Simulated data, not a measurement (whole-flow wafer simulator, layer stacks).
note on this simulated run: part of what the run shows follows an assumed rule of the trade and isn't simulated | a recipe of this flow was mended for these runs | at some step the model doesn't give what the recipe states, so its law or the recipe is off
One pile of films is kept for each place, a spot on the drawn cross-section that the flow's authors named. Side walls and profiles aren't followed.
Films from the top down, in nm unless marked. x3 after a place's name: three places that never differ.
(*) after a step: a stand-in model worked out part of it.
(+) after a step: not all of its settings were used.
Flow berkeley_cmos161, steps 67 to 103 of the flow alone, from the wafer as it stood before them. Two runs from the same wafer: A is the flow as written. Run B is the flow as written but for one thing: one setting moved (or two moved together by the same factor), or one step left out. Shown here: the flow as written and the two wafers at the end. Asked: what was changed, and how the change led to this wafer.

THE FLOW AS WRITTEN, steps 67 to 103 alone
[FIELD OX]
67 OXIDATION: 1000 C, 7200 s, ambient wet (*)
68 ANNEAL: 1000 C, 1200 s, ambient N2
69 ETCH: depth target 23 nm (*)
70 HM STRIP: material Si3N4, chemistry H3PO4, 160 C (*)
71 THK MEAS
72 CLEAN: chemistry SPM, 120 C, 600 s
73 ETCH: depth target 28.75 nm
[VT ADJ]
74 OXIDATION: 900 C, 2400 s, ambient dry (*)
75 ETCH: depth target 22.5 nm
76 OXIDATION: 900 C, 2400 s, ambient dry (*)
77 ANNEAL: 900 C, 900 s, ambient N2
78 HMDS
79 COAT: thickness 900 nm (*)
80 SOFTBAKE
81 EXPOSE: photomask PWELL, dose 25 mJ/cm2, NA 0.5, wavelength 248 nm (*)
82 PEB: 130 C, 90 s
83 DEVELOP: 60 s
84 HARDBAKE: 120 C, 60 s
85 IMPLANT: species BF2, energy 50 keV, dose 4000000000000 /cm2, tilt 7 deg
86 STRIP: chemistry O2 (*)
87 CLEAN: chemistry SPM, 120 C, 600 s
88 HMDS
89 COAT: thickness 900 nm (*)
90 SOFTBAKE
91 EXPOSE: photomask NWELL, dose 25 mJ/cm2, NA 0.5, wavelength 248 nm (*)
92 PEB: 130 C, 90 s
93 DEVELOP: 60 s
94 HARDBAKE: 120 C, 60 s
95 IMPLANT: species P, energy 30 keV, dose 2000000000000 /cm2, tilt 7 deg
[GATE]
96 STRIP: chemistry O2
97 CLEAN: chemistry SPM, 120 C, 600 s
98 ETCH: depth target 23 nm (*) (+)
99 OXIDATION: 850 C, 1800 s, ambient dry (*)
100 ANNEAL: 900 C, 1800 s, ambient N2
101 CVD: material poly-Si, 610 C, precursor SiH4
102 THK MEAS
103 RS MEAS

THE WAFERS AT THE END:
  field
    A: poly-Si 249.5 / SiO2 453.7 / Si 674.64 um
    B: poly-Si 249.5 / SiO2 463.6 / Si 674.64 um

The cause: step 69, ETCH: depth target 13 nm was run, where the flow has depth target 23 nm.

How the change led to this, step by step:
  69 ETCH: depth target 23 nm (*)
      sd_n, spacer_n, gate_n, sd_p, spacer_p, gate_p, contact, m1: A SiO2 -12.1 (all of it), Si3N4 -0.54 | B SiO2 -12.1 (all of it)
      field: A SiO2 -23 | B SiO2 -13
